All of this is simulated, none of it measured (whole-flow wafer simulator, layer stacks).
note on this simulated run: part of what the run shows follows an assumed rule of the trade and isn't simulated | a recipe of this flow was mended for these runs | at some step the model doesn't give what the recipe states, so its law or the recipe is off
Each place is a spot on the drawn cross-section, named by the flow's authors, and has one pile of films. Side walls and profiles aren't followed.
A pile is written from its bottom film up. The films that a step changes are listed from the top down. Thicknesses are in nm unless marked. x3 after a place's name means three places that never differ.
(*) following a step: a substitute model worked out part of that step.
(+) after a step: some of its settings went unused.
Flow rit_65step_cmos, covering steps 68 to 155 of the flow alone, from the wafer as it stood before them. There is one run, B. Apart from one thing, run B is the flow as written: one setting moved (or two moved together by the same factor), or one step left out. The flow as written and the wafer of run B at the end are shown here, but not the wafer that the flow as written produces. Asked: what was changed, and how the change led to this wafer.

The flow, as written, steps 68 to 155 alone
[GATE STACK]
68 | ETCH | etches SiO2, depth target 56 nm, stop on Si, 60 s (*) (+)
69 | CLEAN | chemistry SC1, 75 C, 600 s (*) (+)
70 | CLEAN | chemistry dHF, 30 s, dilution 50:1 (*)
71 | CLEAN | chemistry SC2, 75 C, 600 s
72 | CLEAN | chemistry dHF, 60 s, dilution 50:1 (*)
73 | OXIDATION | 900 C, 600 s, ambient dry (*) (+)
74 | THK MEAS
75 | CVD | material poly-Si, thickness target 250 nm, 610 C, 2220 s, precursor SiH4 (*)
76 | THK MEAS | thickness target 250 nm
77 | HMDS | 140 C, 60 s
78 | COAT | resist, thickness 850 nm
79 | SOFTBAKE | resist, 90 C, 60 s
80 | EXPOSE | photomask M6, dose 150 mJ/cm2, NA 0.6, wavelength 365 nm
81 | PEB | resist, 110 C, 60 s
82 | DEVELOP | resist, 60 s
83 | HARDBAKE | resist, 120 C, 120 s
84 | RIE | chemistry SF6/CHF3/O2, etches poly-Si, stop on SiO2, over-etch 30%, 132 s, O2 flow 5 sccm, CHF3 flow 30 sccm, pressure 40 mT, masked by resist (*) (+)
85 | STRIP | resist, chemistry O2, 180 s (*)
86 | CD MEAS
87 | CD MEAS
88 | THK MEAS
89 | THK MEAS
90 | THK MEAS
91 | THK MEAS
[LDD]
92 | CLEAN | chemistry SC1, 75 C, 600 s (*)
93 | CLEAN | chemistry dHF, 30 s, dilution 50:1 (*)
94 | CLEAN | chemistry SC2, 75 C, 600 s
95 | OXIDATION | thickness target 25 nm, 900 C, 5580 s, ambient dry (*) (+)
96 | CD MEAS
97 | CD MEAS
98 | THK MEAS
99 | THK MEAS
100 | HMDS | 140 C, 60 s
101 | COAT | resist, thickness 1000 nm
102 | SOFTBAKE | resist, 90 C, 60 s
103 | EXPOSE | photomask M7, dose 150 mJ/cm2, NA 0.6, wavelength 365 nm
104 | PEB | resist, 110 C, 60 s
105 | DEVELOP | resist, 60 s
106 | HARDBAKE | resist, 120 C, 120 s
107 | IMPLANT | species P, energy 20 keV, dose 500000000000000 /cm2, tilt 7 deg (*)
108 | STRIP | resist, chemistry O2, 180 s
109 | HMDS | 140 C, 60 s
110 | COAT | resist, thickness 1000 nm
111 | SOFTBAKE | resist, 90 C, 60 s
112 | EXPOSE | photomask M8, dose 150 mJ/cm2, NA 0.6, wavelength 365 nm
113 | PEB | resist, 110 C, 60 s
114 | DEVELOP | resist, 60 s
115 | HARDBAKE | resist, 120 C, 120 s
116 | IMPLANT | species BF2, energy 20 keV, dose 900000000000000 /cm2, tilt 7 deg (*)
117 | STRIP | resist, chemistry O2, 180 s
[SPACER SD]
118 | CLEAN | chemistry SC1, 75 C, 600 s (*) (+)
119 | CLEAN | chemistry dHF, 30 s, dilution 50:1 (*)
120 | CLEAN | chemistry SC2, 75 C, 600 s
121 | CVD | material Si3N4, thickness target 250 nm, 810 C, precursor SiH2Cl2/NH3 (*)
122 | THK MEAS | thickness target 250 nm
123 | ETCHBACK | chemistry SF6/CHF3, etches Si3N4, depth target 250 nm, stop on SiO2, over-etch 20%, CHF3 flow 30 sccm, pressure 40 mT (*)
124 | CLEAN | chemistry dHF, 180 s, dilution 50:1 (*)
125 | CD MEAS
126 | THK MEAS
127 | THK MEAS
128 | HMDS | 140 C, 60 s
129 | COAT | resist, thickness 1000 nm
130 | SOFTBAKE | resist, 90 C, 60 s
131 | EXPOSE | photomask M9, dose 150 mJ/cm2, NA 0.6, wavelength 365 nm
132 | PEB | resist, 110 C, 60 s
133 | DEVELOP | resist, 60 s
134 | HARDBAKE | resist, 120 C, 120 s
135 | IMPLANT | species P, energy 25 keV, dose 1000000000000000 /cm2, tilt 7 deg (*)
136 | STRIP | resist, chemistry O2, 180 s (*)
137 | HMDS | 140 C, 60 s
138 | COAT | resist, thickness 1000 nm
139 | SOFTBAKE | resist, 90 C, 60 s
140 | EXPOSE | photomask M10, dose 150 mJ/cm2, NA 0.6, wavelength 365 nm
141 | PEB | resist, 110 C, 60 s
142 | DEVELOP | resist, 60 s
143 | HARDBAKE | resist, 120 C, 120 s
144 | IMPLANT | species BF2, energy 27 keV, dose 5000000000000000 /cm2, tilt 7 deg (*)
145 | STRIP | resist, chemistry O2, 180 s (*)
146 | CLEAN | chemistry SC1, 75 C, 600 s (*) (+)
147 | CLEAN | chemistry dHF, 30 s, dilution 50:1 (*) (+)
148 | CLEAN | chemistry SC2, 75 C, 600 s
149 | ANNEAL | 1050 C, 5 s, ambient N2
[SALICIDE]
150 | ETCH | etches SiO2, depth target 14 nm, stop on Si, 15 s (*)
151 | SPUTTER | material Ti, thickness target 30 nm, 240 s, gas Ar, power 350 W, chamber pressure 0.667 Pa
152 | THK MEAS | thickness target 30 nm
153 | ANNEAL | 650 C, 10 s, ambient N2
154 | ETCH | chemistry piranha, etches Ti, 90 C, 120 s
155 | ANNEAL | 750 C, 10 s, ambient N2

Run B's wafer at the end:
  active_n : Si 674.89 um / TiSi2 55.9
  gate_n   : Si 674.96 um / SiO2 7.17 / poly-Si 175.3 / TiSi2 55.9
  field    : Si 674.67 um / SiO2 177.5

What caused this: step 68, ETCH: depth target 73 nm was run, though the flow has depth target 56 nm; step 68, ETCH: 78 s was run, where the flow has 60 s.

How this came from the change, step by step:
  68 | ETCH | etches SiO2, depth target 56 nm, stop on Si, 60 s (*) (+)
      field, field_pw, field_nw, field_p: -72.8 SiO2 (as written it would have been: -56 SiO2)
  72 | CLEAN | chemistry dHF, 60 s, dilution 50:1 (*)
      field_nw, field_p: -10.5 SiO2 (as written it would have been: -11.3 SiO2)
